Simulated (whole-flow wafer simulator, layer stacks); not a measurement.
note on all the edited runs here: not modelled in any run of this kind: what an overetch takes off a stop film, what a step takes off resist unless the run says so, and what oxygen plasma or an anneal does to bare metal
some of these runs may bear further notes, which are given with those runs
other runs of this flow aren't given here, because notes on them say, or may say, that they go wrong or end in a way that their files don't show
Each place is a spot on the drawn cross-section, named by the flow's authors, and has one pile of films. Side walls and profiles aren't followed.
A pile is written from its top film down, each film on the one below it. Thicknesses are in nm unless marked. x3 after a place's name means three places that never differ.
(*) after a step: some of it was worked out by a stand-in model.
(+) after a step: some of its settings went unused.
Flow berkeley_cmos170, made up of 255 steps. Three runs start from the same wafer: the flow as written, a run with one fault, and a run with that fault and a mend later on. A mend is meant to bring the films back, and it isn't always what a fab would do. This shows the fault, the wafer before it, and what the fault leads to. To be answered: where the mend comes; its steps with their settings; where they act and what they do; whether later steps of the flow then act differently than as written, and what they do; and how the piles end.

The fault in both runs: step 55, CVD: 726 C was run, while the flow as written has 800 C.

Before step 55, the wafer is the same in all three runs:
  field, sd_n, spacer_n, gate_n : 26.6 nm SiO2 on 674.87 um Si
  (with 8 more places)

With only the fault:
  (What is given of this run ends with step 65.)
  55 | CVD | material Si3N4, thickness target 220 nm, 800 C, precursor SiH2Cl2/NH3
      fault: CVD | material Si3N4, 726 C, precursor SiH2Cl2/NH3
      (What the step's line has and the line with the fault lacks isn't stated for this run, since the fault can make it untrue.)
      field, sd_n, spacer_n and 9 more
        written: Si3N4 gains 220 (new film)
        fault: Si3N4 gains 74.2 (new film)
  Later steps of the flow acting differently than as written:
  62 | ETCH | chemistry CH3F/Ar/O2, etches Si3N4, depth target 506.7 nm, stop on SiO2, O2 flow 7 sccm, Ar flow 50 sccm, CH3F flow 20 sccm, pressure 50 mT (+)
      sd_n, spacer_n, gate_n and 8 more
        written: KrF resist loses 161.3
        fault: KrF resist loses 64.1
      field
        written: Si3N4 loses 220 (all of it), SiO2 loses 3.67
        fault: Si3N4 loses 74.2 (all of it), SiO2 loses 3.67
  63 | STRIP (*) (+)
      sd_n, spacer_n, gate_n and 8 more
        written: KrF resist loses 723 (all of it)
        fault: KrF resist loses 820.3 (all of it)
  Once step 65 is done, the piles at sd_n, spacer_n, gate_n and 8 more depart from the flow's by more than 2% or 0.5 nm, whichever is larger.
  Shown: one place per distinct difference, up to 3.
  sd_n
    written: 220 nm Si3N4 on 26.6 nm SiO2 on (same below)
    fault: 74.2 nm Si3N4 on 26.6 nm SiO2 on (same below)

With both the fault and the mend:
  The mend stands after step 55.
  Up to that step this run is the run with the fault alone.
  55a | CVD | material Si3N4, thickness target 146 nm, 800 C, precursor SiH2Cl2/NH3 (a further turn of the flow's step 55, with different settings)
      field, sd_n, spacer_n and 9 more
        Si3N4 gains 146
  Every later step of the flow that is run acts as written, at every place that is followed, to within 2% or 0.5 nm, whichever is larger.
  By the end, the piles equal the flow's at every place that both follow.
